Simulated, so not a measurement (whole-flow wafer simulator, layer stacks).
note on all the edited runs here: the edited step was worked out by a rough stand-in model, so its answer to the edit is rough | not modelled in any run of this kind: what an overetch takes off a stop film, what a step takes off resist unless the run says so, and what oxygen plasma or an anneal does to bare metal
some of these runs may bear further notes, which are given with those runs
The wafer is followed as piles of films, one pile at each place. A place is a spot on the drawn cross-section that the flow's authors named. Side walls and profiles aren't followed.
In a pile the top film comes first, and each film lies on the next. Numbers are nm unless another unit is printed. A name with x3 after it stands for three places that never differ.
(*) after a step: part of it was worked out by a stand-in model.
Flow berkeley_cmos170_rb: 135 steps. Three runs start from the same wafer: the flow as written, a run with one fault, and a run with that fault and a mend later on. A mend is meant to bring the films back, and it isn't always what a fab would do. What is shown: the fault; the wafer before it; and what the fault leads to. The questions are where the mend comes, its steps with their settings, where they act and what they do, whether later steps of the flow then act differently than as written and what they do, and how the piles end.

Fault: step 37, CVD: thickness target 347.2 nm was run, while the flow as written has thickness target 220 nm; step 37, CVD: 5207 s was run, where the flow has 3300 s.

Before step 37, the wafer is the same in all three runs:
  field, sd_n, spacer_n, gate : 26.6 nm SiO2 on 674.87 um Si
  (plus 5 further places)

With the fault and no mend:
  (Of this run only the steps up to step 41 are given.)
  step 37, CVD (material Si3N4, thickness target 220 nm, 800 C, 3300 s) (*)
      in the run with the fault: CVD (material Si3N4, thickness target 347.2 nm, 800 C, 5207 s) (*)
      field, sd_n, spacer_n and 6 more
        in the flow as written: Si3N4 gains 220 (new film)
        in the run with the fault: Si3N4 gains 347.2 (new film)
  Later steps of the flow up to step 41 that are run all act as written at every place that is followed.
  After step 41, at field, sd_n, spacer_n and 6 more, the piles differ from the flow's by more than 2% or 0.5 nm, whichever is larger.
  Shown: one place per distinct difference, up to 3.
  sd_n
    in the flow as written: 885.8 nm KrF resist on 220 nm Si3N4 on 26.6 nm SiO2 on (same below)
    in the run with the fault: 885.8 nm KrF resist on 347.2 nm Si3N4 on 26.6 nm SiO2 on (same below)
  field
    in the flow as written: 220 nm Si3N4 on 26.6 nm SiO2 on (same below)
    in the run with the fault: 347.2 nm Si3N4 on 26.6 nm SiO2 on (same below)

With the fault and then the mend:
  The mend stands after step 37.
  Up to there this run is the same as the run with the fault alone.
  step 37a, ETCH (chemistry h3po4, depth target 398.9 nm) (a further turn of the flow's step 30, with different settings)
      field, sd_n, spacer_n and 6 more
        Si3N4 loses 347.2 (all of it)
  step 37b, CLEAN (*)
      does not change any film at any place that is followed
  step 37c, CVD (material Si3N4, thickness target 220 nm, 800 C, 3300 s) (*) (a further turn of the flow's step 37)
      field, sd_n, spacer_n and 6 more
        Si3N4 gains 220 (new film)
  Later steps of the flow that are run all act as written at every place that is followed.
  By the end, the piles equal the flow's at every place that both follow.
